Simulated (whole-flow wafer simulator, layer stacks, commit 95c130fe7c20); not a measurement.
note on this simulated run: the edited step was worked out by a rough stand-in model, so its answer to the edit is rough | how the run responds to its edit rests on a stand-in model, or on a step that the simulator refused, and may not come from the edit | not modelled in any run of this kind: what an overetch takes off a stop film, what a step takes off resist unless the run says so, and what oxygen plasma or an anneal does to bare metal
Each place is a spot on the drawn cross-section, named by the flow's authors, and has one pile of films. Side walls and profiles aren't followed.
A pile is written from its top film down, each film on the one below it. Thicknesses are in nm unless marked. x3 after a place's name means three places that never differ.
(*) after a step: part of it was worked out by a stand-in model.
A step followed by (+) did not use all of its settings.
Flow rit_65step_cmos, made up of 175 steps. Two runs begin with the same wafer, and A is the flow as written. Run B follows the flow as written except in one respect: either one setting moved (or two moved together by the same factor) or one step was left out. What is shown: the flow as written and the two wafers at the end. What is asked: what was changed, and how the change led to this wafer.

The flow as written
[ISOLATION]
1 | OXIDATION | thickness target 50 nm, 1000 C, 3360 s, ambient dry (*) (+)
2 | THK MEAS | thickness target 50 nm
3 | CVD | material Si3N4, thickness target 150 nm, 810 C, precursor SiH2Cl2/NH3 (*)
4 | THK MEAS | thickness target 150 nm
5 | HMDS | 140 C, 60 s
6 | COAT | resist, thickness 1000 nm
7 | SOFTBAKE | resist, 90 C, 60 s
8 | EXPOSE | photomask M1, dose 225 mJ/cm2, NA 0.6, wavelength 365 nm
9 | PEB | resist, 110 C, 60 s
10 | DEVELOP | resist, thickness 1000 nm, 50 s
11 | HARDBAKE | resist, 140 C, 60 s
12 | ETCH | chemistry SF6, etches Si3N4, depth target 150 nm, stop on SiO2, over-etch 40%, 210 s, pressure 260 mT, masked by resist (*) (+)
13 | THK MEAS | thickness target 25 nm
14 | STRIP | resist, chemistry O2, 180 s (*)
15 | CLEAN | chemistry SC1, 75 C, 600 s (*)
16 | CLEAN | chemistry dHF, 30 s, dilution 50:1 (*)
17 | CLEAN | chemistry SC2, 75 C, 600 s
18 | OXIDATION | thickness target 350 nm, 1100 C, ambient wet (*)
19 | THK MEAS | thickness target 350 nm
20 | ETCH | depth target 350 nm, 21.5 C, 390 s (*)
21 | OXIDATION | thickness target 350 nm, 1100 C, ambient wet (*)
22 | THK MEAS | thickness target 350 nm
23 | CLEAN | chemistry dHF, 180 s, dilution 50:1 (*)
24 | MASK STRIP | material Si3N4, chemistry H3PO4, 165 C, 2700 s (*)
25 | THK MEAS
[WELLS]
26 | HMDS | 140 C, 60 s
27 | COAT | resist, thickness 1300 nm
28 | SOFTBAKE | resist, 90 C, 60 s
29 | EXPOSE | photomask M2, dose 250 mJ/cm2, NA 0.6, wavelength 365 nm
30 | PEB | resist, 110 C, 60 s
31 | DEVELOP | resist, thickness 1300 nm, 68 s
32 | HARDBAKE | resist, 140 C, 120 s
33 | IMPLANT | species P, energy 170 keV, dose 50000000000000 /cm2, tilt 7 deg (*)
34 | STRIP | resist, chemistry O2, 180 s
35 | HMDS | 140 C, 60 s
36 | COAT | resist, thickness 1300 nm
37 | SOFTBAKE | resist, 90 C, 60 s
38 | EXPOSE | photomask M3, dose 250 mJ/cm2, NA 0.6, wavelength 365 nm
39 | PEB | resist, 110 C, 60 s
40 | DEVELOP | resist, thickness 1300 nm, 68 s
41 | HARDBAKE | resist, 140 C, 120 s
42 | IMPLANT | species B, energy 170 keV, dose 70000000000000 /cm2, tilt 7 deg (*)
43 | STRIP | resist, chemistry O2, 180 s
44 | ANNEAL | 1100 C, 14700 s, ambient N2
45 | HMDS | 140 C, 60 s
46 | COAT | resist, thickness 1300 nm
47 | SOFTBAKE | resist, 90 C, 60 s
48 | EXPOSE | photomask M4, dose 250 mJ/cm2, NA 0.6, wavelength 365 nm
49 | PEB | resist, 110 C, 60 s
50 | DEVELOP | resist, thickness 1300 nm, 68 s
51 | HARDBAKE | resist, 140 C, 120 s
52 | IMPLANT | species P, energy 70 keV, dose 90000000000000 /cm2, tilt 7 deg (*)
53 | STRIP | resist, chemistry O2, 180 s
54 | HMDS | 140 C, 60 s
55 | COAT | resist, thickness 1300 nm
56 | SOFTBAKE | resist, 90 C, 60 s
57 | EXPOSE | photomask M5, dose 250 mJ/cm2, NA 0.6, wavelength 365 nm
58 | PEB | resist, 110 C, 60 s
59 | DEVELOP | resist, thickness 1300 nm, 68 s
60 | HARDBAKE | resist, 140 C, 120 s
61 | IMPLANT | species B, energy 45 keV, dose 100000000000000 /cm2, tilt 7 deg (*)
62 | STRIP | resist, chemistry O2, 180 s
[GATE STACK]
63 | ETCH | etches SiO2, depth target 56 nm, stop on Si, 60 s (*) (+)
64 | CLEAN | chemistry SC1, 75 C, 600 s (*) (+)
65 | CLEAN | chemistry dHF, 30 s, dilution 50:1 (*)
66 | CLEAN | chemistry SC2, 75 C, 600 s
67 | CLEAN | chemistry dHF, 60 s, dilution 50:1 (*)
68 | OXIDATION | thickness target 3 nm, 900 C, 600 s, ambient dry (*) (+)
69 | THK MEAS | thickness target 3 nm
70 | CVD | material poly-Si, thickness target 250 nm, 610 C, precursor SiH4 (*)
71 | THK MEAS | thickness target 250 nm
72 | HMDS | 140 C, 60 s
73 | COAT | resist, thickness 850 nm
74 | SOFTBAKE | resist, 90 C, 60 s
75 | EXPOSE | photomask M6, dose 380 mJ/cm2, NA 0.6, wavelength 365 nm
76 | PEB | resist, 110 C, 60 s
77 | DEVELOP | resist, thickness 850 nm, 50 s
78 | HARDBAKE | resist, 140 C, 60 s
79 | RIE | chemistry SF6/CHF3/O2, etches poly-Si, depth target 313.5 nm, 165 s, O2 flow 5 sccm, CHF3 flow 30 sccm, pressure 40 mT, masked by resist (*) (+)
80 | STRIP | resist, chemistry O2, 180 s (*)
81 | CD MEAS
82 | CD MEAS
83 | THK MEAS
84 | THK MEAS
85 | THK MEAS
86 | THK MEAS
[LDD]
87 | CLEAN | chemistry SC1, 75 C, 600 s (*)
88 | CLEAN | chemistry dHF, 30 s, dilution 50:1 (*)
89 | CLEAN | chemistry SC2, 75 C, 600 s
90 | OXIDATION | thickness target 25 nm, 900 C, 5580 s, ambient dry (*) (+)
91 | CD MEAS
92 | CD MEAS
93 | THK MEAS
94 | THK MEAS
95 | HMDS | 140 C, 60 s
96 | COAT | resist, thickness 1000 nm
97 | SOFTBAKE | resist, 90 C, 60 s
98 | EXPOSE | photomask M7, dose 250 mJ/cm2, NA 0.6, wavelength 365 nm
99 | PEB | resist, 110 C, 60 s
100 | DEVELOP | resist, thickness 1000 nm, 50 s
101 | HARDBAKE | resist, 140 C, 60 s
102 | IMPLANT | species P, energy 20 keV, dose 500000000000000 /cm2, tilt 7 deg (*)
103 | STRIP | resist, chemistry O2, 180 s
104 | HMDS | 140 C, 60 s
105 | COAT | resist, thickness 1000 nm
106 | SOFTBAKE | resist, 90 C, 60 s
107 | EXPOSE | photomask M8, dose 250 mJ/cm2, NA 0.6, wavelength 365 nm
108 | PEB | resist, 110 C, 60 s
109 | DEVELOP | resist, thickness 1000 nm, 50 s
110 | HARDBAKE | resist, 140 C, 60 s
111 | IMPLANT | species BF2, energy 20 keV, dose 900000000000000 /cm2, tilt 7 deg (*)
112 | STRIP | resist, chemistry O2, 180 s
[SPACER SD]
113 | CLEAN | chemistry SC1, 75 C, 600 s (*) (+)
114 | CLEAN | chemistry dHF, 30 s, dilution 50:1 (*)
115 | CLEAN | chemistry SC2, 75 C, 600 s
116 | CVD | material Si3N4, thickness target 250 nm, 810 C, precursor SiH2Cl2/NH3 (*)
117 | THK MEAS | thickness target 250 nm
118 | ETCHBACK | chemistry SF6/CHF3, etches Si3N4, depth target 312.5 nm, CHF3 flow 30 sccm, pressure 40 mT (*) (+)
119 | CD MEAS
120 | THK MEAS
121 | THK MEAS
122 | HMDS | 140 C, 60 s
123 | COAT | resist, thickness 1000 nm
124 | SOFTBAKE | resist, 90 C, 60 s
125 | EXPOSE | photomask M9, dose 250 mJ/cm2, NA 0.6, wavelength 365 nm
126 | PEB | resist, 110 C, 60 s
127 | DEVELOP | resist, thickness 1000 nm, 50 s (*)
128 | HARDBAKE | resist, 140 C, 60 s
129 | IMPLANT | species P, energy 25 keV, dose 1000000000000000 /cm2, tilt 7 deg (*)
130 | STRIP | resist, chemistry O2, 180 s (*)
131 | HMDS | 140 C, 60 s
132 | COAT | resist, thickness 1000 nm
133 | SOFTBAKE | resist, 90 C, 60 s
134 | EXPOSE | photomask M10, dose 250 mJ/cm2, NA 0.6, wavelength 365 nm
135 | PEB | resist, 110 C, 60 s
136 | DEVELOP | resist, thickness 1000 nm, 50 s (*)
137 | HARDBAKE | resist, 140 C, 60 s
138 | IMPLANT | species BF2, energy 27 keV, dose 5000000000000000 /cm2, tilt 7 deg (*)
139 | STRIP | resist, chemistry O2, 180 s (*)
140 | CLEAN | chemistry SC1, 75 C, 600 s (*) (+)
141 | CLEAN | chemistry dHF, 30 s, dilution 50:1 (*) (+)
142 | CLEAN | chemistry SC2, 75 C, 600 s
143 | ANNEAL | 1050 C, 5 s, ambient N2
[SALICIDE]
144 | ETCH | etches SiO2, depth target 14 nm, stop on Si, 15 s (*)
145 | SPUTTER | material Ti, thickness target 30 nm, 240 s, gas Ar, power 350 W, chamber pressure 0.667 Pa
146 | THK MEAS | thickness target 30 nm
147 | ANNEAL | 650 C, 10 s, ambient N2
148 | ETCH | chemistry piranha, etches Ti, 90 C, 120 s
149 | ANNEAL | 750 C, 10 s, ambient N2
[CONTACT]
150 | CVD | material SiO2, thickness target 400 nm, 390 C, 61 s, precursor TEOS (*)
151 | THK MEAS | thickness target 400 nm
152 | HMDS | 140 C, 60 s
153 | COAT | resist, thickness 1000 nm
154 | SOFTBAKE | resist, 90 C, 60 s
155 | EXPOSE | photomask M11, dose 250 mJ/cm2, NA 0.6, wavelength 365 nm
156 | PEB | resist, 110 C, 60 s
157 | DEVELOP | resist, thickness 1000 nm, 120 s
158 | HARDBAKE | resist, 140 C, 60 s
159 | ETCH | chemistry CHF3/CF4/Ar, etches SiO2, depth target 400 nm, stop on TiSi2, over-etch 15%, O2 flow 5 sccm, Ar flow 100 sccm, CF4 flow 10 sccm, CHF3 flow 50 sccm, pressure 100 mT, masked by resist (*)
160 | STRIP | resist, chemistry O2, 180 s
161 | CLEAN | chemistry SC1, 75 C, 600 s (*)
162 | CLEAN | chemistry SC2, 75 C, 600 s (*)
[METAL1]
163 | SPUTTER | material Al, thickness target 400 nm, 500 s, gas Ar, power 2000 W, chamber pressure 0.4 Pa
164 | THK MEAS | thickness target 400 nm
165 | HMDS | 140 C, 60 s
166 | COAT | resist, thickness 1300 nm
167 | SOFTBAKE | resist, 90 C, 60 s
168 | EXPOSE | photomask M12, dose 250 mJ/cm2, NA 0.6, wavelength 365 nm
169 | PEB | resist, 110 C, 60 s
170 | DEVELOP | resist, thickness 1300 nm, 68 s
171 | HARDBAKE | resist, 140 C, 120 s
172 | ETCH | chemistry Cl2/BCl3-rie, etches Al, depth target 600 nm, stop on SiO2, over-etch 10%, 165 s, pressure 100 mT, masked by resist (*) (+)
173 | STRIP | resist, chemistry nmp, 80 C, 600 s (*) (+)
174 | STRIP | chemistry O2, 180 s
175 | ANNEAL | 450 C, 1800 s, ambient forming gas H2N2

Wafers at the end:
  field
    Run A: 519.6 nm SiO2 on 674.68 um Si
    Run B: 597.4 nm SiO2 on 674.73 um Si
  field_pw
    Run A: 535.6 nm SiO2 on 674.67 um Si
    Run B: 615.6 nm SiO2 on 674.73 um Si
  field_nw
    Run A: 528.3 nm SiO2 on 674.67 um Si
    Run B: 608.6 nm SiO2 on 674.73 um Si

The reason: step 20, ETCH: 156 s was run, though the flow has 390 s.

Step by step, how the change led to this:
  20 | ETCH | depth target 350 nm, 21.5 C, 390 s (*)
      field, field_p: A -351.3 SiO2 (all of it), -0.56 Si | B -152.4 SiO2
      field_pw, field_nw: A -355.4 SiO2 (all of it), -0.49 Si | B -152.4 SiO2
      (and at 10 other places as well)
  21 | OXIDATION | thickness target 350 nm, 1100 C, ambient wet (*)
      field, field_p: A +350 SiO2 (new film), -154 Si | B +230 SiO2, -101.2 Si
      field_pw, field_nw: A +350 SiO2 (new film), -154 Si | B +228.2 SiO2, -100.4 Si
  24 | MASK STRIP | material Si3N4, chemistry H3PO4, 165 C, 2700 s (*)
      active_n, active_p, gate_n and 7 more: A -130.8 Si3N4 (all of it), -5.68 SiO2 | B -133.7 Si3N4 (all of it), -5.57 SiO2
  27 | COAT | resist, thickness 1300 nm
      field_pw, field_nw: A +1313 resist (new film) | B +1239.3 resist (new film)
      field: A +1315.7 resist (new film) | B +1218.7 resist (new film)
      (and at 1 other place as well)
  30 | PEB | resist, 110 C, 60 s
      field, field_p: A -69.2 resist | B -63.9 resist
      field_pw, field_nw: A -69.1 resist | B -65.2 resist
  31 | DEVELOP | resist, thickness 1300 nm, 68 s
      field_nw: A -1243.9 resist (all of it) | B -1174.1 resist (all of it)
      field_p: A -1246.4 resist (all of it) | B -1155 resist (all of it)
  32 | HARDBAKE | resist, 140 C, 120 s
      field: A -94 resist | B -86.1 resist
      field_pw: A -93.8 resist | B -88.5 resist
  34 | STRIP | resist, chemistry O2, 180 s
      field: A -1152.5 resist (all of it) | B -1068.7 resist (all of it)
      field_pw: A -1150.2 resist (all of it) | B -1085.6 resist (all of it)
  36 | COAT | resist, thickness 1300 nm
      field_pw, field_nw: A +1313 resist (new film) | B +1239.3 resist (new film)
      field: A +1315.7 resist (new film) | B +1218.7 resist (new film)
      (and at 1 other place as well)
  39 | PEB | resist, 110 C, 60 s
      field, field_p: A -69.2 resist | B -63.9 resist
      field_pw, field_nw: A -69.1 resist | B -65.2 resist
  40 | DEVELOP | resist, thickness 1300 nm, 68 s
      field: A -1246.5 resist (all of it) | B -1154.8 resist (all of it)
      field_pw: A -1243.9 resist (all of it) | B -1174.1 resist (all of it)
  41 | HARDBAKE | resist, 140 C, 120 s
      field_nw: A -93.8 resist | B -88.5 resist
      field_p: A -94 resist | B -86.1 resist
  43 | STRIP | resist, chemistry O2, 180 s
      field_nw: A -1150.2 resist (all of it) | B -1085.6 resist (all of it)
      field_p: A -1152.5 resist (all of it) | B -1068.9 resist (all of it)
  46 | COAT | resist, thickness 1300 nm
      field_pw, field_nw: A +1313 resist (new film) | B +1239.3 resist (new film)
      field: A +1315.7 resist (new film) | B +1218.7 resist (new film)
      (and at 1 other place as well)
  49 | PEB | resist, 110 C, 60 s
      field, field_p: A -69.2 resist | B -63.9 resist
      field_pw, field_nw: A -69.1 resist | B -65.2 resist
  50 | DEVELOP | resist, thickness 1300 nm, 68 s
      field_nw: A -1243.9 resist (all of it) | B -1174.1 resist (all of it)
      field_p: A -1246.4 resist (all of it) | B -1155 resist (all of it)
  ... another 37 steps ...
  170 | DEVELOP | resist, thickness 1300 nm, 68 s
      field: A -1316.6 resist (all of it) | B -1219.9 resist (all of it)
      field_pw: A -1285.5 resist (all of it) | B -1214.1 resist (all of it)
      (and at 2 other places as well)
